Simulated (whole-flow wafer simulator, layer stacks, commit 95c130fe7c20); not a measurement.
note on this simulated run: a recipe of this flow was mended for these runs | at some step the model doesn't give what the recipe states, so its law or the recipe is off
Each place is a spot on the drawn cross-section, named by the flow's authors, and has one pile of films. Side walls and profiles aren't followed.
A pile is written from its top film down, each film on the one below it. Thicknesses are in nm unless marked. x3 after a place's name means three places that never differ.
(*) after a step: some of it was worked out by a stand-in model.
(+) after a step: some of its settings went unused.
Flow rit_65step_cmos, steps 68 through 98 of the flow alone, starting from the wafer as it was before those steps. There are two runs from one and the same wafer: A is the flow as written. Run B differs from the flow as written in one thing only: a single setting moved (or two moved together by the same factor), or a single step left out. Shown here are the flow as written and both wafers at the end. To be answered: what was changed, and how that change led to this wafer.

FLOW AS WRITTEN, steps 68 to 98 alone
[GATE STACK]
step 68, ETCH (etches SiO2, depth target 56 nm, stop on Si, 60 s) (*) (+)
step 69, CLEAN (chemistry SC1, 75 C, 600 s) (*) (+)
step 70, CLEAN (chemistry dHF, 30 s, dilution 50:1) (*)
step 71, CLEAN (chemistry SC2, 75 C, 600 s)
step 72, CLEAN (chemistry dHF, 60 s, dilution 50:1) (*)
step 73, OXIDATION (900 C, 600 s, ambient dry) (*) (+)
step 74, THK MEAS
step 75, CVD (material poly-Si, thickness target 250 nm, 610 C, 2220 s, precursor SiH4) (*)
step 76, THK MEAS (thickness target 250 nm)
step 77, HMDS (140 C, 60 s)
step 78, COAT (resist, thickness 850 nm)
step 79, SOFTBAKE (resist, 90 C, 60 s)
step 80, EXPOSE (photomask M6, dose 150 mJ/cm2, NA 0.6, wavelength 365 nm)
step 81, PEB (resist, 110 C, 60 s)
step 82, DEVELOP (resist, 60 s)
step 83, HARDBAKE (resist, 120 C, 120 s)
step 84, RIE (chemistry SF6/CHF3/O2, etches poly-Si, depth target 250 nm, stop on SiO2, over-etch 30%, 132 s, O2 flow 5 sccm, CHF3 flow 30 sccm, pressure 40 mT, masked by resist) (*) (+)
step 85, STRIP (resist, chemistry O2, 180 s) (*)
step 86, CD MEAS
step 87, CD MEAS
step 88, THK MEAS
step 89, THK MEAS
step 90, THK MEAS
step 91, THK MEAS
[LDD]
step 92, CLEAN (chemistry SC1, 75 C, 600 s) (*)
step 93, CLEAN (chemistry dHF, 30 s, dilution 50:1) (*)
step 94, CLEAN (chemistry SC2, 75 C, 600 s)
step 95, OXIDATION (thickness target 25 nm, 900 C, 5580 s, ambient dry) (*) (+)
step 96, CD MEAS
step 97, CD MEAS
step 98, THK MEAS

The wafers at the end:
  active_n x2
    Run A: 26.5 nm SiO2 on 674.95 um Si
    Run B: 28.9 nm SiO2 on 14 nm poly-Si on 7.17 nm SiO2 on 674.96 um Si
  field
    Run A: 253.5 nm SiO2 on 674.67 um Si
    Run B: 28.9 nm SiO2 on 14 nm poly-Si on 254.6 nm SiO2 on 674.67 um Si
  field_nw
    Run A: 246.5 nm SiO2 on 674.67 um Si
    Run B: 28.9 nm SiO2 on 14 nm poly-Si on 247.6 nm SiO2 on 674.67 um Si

Cause: step 75, CVD: thickness target 356 nm was run, though the flow has thickness target 250 nm; step 75, CVD: 3164 s was run, where the flow has 2220 s.

The path from the change to this, step by step:
  step 75, CVD (material poly-Si, thickness target 250 nm, 610 C, 2220 s, precursor SiH4) (*)
      field, field_pw, field_nw and 11 more: A poly-Si gains 250 (new film) | B poly-Si gains 356 (new film)
  step 84, RIE (chemistry SF6/CHF3/O2, etches poly-Si, depth target 250 nm, stop on SiO2, over-etch 30%, 132 s, O2 flow 5 sccm, CHF3 flow 30 sccm, pressure 40 mT, masked by resist) (*) (+)
      field, field_pw, field_nw and 9 more: A poly-Si loses 250 (all of it), SiO2 loses 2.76 | B poly-Si loses 325
  step 85, STRIP (resist, chemistry O2, 180 s) (*)
      field, field_pw, field_nw and 9 more: A nothing | B chemical SiO2 gains 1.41 (new film), poly-Si loses 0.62
  step 92, CLEAN (chemistry SC1, 75 C, 600 s) (*)
      field, field_pw, field_nw and 9 more: A SiO2 loses 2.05 | B chemical SiO2 loses 0.81, poly-Si loses 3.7
  step 93, CLEAN (chemistry dHF, 30 s, dilution 50:1) (*)
      active_n x2, spacer, spacer_p, sd_n, sd_p, contact, m1: A SiO2 loses 2.36 (all of it) | B chemical SiO2 loses 0.6 (all of it)
      field, field_pw, field_nw, field_p: A SiO2 loses 2.78 | B chemical SiO2 loses 0.6 (all of it)
  step 95, OXIDATION (thickness target 25 nm, 900 C, 5580 s, ambient dry) (*) (+)
      active_n x2, spacer, spacer_p, sd_n, sd_p, contact, m1: A SiO2 gains 26.5 (new film), chemical SiO2 loses 0.4 (all of it), Si loses 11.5 | B SiO2 gains 28.9 (new film), chemical SiO2 loses 0.4 (all of it), poly-Si loses 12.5
      field, field_pw: A SiO2 gains 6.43, Si loses 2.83 | B SiO2 gains 28.9 (new film), chemical SiO2 loses 0.4 (all of it), poly-Si loses 12.5
      (as well as at 2 more places)
